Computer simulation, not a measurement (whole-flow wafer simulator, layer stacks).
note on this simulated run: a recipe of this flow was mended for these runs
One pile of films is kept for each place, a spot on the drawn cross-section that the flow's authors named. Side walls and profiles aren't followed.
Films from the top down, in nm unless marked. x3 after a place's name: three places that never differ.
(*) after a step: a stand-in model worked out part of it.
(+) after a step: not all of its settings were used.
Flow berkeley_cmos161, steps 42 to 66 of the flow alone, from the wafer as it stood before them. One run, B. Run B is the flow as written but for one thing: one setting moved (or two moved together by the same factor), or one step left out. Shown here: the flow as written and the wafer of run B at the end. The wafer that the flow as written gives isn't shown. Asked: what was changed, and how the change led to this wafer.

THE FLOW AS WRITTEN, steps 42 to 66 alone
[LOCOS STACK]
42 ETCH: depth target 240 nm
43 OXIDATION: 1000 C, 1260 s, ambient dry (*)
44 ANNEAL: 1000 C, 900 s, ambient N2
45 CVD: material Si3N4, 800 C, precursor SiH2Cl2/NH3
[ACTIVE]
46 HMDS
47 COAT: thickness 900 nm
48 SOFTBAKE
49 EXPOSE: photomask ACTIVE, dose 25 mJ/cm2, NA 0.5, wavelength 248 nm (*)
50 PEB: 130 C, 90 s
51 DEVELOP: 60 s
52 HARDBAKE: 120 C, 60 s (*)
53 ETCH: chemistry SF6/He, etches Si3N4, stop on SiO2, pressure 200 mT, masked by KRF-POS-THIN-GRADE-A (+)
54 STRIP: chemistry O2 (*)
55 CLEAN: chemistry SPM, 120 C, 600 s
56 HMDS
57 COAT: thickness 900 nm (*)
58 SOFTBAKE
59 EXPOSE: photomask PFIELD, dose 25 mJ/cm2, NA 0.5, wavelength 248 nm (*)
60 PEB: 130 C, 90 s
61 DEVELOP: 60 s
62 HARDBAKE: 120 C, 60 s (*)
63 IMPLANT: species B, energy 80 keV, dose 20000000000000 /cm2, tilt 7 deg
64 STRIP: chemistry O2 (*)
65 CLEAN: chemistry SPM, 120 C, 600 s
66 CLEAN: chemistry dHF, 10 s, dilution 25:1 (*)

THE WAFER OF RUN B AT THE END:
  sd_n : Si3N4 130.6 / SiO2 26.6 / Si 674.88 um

The cause: step 45, CVD: 768 C was run, where the flow has 800 C.

How the change led to this, step by step:
  45 CVD: material Si3N4, 800 C, precursor SiH2Cl2/NH3
      field, sd_n, spacer_n and 6 more: Si3N4 +131 (new film) (as written it would be: Si3N4 +194.4 (new film))
  53 ETCH: chemistry SF6/He, etches Si3N4, stop on SiO2, pressure 200 mT, masked by KRF-POS-THIN-GRADE-A (+)
      sd_n, spacer_n, gate_n, sd_p, spacer_p, gate_p, contact, m1: KrF-resist -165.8 (as written it would be: KrF-resist -234.7)
      field: Si3N4 -131 (all of it), SiO2 -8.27 (as written it would be: Si3N4 -194.4 (all of it), SiO2 -8.27)
  54 STRIP: chemistry O2 (*)
      sd_n, spacer_n, gate_n, sd_p, spacer_p, gate_p, contact, m1: KrF-resist -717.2 (all of it) (as written it would be: KrF-resist -648.2 (all of it))
  57 COAT: thickness 900 nm (*)
      sd_n: KrF-resist +828.4 (new film) (as written it would be: KrF-resist +796.1 (new film))
      spacer_n: KrF-resist +848.5 (new film) (as written it would be: KrF-resist +826.1 (new film))
      (and at 6 more places)
  64 STRIP: chemistry O2 (*)
      sd_n: KrF-resist -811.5 (all of it) (as written it would be: KrF-resist -779.3 (all of it))
      spacer_n: KrF-resist -831.6 (all of it) (as written it would be: KrF-resist -809.2 (all of it))
      (and at 6 more places)
